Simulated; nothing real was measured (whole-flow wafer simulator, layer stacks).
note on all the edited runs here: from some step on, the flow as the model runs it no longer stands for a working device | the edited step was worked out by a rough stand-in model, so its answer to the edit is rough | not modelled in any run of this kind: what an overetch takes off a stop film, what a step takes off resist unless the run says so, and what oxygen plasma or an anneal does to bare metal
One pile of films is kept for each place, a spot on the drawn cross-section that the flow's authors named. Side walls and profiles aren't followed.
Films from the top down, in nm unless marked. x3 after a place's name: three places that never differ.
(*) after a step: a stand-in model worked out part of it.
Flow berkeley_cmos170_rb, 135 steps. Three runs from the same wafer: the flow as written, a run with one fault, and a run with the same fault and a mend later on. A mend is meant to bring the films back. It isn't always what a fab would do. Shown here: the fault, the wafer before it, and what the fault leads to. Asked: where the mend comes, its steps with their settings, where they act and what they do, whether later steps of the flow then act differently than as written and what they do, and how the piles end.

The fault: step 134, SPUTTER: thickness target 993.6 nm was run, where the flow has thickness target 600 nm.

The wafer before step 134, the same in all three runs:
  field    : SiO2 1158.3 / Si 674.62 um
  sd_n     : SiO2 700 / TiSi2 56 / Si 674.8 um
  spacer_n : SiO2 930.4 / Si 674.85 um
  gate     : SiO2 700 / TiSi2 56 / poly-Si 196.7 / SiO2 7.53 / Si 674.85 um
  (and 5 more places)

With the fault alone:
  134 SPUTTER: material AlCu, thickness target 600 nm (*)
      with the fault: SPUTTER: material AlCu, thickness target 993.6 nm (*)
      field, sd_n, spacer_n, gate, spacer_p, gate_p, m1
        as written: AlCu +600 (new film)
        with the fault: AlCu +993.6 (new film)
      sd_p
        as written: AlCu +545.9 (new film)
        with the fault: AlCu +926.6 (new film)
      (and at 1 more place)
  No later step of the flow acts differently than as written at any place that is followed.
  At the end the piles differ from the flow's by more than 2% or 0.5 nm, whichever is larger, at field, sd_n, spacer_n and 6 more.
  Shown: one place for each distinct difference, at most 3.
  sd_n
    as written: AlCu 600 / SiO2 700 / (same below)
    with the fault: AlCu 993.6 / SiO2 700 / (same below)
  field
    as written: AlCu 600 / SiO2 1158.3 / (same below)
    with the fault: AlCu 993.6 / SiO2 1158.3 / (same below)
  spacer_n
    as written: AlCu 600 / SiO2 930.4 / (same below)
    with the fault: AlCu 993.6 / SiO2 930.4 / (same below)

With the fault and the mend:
  The mend comes after step 134.
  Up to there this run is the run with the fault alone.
  134a ETCH: chemistry al pan, depth target 1143 nm
      field, sd_n, spacer_n, gate, spacer_p, gate_p, m1
        AlCu -993.6 (all of it)
      sd_p
        AlCu -926.6 (all of it)
      contact
        AlCu -664.7 (all of it)
  134b SPUTTER: material AlCu, thickness target 600 nm (*) (the flow's step 134 once more)
      field, sd_n, spacer_n, gate, spacer_p, gate_p, m1
        AlCu +600 (new film)
      sd_p
        AlCu +545.9 (new film)
      contact
        AlCu +415.1 (new film)
  No later step of the flow acts differently than as written at any place that is followed.
  At the end the piles are the same as the flow's at every place that both follow.
